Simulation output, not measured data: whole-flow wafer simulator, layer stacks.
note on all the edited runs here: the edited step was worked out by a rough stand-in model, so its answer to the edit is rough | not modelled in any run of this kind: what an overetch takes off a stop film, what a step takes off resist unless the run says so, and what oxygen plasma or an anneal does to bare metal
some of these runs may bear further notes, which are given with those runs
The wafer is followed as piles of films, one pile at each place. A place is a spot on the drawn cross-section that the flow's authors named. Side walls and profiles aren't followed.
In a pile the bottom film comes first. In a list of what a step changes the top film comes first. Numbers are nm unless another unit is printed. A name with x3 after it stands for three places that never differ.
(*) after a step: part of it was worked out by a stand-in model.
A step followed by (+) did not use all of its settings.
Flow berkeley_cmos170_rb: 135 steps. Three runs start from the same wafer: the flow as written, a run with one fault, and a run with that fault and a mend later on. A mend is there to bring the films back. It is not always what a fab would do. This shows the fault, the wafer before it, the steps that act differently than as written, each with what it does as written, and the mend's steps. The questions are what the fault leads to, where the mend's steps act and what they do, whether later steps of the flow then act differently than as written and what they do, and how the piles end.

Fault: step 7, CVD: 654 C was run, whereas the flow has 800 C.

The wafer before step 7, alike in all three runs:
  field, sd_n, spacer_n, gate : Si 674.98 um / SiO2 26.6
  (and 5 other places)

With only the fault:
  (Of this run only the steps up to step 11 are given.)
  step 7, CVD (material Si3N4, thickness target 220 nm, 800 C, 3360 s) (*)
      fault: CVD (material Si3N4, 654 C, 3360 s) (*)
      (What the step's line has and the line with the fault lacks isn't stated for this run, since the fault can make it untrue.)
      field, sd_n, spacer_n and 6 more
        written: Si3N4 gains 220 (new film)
        fault: Si3N4 gains 12.2 (new film)
  Later steps of the flow up to step 11 that are run all act as written at every place that is followed.
  Once step 11 is done, the piles at field, sd_n, spacer_n and 6 more depart from the flow's by more than 2% or 0.5 nm, whichever is larger.
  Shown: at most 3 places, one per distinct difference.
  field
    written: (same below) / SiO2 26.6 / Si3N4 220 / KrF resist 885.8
    fault: (same below) / SiO2 26.6 / Si3N4 12.2 / KrF resist 885.8
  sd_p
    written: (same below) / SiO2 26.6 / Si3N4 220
    fault: (same below) / SiO2 26.6 / Si3N4 12.2

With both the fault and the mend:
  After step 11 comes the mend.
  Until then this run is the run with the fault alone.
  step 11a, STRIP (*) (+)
      field, sd_n, spacer_n, gate, contact, m1
        KrF resist loses 885.8 (all of it)
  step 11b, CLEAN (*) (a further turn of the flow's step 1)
      alters no film at any place that is followed
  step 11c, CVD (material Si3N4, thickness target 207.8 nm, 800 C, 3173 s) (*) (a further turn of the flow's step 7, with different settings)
      field, sd_n, spacer_n and 6 more
        Si3N4 gains 207.8
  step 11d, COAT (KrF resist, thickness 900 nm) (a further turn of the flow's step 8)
      field, sd_n, spacer_n and 6 more
        KrF resist gains 900 (new film)
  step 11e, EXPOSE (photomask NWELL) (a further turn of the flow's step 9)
      alters no film at any place that is followed
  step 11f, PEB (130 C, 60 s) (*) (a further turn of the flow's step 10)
      alters no film at any place that is followed
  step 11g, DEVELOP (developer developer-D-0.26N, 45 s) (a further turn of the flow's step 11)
      field, sd_n, spacer_n, gate, contact, m1
        KrF resist loses 14.2
      sd_p, spacer_p, gate_p
        KrF resist loses 900 (all of it)
  Later steps of the flow that are run all act as written at every place that is followed.
  By the end, the piles equal the flow's at every place that both follow.
